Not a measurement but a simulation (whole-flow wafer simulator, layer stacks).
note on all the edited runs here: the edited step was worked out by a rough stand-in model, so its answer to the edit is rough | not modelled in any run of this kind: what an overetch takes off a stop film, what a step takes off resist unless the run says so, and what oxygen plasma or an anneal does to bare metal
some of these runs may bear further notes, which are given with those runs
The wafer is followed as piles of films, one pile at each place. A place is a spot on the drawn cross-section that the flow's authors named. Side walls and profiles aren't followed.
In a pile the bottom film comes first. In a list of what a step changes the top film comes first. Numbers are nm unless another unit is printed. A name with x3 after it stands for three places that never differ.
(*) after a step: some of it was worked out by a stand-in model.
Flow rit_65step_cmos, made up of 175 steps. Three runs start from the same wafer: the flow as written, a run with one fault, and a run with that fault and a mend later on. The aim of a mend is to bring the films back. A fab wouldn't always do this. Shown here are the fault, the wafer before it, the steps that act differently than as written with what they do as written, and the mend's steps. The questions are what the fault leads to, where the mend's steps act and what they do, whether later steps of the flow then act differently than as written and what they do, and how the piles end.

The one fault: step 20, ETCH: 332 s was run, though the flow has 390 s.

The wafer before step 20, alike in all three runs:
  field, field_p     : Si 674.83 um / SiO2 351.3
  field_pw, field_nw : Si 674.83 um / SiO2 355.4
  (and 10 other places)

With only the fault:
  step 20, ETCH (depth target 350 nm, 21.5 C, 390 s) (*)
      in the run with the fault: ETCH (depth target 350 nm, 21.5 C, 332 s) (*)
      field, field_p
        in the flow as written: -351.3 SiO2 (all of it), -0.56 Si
        in the run with the fault: -324.3 SiO2
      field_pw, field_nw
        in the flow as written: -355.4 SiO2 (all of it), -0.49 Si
        in the run with the fault: -324.3 SiO2
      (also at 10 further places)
  Later steps of the flow acting differently than as written (not shown: 59 more steps that differ only slightly, by at most 2% or 0.5 nm, whichever is larger):
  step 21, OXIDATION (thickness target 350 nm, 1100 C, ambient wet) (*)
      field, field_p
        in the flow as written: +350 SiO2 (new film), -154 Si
        in the run with the fault: +329.3 SiO2, -144.9 Si
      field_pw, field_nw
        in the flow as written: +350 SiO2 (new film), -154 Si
        in the run with the fault: +326.4 SiO2, -143.6 Si
  The piles end only slightly different from the flow's at the places that both follow, by no more than 2% or 0.5 nm, whichever is larger.

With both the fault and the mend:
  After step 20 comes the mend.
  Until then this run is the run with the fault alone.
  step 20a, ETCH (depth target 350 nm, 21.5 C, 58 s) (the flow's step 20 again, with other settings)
      field, field_p
        -27.1 SiO2 (all of it)
      field_pw, field_nw
        -31.1 SiO2 (all of it)
  Later steps of the flow that are run all act as written at every place that is followed, up to a difference of at most 2% or 0.5 nm, whichever is larger.
  The piles end only slightly different from the flow's at the places that both follow, by no more than 2% or 0.5 nm, whichever is larger.
